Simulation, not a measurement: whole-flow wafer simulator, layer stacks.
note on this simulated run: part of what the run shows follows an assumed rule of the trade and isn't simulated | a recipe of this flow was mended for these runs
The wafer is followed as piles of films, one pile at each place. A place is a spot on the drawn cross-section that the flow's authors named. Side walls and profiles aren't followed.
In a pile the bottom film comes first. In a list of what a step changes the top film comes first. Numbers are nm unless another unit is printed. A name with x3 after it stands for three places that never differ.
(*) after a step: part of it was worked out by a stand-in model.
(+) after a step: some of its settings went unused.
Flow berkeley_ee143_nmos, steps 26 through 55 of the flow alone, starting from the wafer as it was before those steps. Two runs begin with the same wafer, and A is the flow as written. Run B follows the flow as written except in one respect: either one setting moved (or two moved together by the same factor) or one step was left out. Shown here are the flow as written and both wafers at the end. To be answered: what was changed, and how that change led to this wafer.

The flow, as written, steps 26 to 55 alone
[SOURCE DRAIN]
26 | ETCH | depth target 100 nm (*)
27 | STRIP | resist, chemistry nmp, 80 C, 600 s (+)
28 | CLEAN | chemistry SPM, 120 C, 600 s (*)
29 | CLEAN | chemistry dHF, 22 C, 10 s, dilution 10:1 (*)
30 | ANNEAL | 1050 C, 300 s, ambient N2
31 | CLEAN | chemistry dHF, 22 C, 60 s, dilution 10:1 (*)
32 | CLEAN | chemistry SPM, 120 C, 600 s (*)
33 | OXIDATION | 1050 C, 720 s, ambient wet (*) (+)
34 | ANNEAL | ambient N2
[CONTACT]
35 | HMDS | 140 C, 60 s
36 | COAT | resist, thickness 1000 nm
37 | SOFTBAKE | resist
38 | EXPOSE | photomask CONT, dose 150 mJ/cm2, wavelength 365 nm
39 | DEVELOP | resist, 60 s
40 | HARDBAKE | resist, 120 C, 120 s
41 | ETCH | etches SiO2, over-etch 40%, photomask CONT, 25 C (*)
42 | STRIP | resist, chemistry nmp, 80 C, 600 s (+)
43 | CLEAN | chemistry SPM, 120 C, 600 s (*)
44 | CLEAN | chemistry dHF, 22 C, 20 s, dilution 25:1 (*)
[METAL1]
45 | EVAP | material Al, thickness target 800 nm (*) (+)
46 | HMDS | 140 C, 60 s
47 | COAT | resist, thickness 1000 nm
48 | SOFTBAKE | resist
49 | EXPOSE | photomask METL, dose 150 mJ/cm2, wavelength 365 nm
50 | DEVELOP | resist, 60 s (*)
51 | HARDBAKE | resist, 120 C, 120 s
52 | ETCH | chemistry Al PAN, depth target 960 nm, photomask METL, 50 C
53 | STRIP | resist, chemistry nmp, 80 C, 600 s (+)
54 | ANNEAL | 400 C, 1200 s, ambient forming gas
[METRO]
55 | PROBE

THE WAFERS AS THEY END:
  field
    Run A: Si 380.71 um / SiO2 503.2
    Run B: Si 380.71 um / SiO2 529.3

What caused this: step 31, CLEAN: chemistry dHF, 22 C, 60 s, dilution 10:1 (*), was omitted.

How this came from the change, step by step:
  33 | OXIDATION | 1050 C, 720 s, ambient wet (*) (+)
      field: A SiO2 gains 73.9, Si loses 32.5 | B SiO2 gains 70.7, Si loses 31.1
  36 | COAT | resist, thickness 1000 nm
      field: A resist gains 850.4 (new film) | B resist gains 832.5 (new film)
  40 | HARDBAKE | resist, 120 C, 120 s
      field: A resist loses 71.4 | B resist loses 69.8
  42 | STRIP | resist, chemistry nmp, 80 C, 600 s (+)
      field: A resist loses 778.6 (all of it) | B resist loses 762.3 (all of it)
